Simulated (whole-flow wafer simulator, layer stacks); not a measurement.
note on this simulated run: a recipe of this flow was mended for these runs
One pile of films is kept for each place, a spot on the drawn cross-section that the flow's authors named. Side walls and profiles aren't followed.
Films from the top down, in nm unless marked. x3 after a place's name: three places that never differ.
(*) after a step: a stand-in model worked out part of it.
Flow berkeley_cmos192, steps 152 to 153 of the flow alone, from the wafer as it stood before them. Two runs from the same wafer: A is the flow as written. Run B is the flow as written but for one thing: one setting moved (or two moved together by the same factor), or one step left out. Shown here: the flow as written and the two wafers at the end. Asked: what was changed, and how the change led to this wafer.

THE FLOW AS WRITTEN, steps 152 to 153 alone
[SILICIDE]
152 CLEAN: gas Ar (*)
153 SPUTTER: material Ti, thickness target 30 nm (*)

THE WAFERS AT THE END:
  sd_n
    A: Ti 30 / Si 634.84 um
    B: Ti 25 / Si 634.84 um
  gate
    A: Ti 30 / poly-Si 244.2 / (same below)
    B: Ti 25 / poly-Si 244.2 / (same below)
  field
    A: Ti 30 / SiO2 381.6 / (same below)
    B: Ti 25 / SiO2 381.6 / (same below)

The cause: step 153, SPUTTER: thickness target 25 nm was run, where the flow has thickness target 30 nm.
It can be read off the wafer: sd_n has Ti 25, and step 153 as written asks for 30 nm.

How the change led to this, step by step:
  153 SPUTTER: material Ti, thickness target 30 nm (*)
      field, sd_n, spacer_n, gate, spacer_p, gate_p, contact x2: A Ti +30 (new film) | B Ti +25 (new film)
      sd_p: A Ti +28.2 (new film) | B Ti +23.5 (new film)
